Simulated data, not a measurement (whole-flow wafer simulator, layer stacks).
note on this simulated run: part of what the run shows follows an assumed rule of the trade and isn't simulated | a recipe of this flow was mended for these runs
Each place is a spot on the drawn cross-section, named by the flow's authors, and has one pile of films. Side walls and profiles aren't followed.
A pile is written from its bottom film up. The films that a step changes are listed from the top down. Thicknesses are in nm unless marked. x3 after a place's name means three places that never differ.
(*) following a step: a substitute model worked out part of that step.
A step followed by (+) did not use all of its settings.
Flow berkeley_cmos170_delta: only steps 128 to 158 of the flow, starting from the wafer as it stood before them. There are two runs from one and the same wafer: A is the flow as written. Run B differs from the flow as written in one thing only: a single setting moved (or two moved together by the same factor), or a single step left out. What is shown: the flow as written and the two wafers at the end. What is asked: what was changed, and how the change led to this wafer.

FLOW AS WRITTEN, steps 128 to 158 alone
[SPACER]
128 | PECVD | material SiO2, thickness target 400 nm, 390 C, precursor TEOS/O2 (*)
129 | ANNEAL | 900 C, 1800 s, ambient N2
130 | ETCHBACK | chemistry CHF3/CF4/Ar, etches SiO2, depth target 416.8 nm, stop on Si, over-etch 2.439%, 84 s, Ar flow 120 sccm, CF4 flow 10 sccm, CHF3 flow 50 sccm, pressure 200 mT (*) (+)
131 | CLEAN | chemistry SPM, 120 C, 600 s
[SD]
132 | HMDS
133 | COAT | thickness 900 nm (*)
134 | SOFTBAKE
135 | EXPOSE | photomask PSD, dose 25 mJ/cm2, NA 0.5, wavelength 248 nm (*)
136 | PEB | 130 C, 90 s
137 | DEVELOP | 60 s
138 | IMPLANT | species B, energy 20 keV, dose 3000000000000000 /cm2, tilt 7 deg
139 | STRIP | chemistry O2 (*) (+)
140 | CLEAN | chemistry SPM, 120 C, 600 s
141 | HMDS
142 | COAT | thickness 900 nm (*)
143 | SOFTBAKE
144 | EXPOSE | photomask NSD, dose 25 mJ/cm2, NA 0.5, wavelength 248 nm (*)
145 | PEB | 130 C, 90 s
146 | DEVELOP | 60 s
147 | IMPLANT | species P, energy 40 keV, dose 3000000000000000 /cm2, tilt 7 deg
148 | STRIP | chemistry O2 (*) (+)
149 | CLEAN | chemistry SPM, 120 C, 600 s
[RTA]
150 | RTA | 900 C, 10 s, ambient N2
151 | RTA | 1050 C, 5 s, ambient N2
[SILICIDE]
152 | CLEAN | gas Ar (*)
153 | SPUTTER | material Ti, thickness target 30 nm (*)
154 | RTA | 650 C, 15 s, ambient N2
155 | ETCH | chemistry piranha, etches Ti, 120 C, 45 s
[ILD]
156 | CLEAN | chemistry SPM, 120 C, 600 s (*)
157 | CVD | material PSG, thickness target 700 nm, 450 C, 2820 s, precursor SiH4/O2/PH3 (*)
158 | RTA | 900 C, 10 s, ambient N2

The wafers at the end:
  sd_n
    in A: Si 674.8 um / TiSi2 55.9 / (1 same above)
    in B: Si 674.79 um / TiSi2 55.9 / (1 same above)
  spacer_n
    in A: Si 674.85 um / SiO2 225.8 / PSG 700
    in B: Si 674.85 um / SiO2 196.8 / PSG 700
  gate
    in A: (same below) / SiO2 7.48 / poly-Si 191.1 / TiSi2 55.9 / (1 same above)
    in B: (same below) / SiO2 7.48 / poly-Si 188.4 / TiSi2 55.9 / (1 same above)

The reason: step 128, PECVD: thickness target 371 nm was run, while the flow as written has thickness target 400 nm.

How this came from the change, step by step:
  128 | PECVD | material SiO2, thickness target 400 nm, 390 C, precursor TEOS/O2 (*)
      field, sd_n, contact, m1: A +400 SiO2 | B +371 SiO2
      spacer_n, sd_p, spacer_p: A +383.7 SiO2 | B +356 SiO2
      (as well as at 2 more places)
  130 | ETCHBACK | chemistry CHF3/CF4/Ar, etches SiO2, depth target 416.8 nm, stop on Si, over-etch 2.439%, 84 s, Ar flow 120 sccm, CF4 flow 10 sccm, CHF3 flow 50 sccm, pressure 200 mT (*) (+)
      sd_n: A -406 SiO2 (all of it), -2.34 Si | B -377 SiO2 (all of it), -4.98 Si
      gate: A -400 SiO2 (all of it), -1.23 chemical SiO2 (all of it), -2.34 poly-Si | B -371 SiO2 (all of it), -1.23 chemical SiO2 (all of it), -4.98 poly-Si
      (as well as at 4 more places)
  154 | RTA | 650 C, 15 s, ambient N2
      sd_p: A -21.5 Ti, +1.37 TiSi first (new film), +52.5 TiSi2 C49 (new film), -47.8 Si | B -21.8 Ti, +2.16 TiSi first (new film), +52.2 TiSi2 C49 (new film), -48 Si
  158 | RTA | 900 C, 10 s, ambient N2
      sd_p: A under 1 film: +51.3 TiSi2 (new film), -1.27 TiSi first (all of it), -52.5 TiSi2 C49 (all of it), -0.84 Si | B under 1 film: +52 TiSi2 (new film), -2.05 TiSi first (all of it), -52.2 TiSi2 C49 (all of it), -1.36 Si
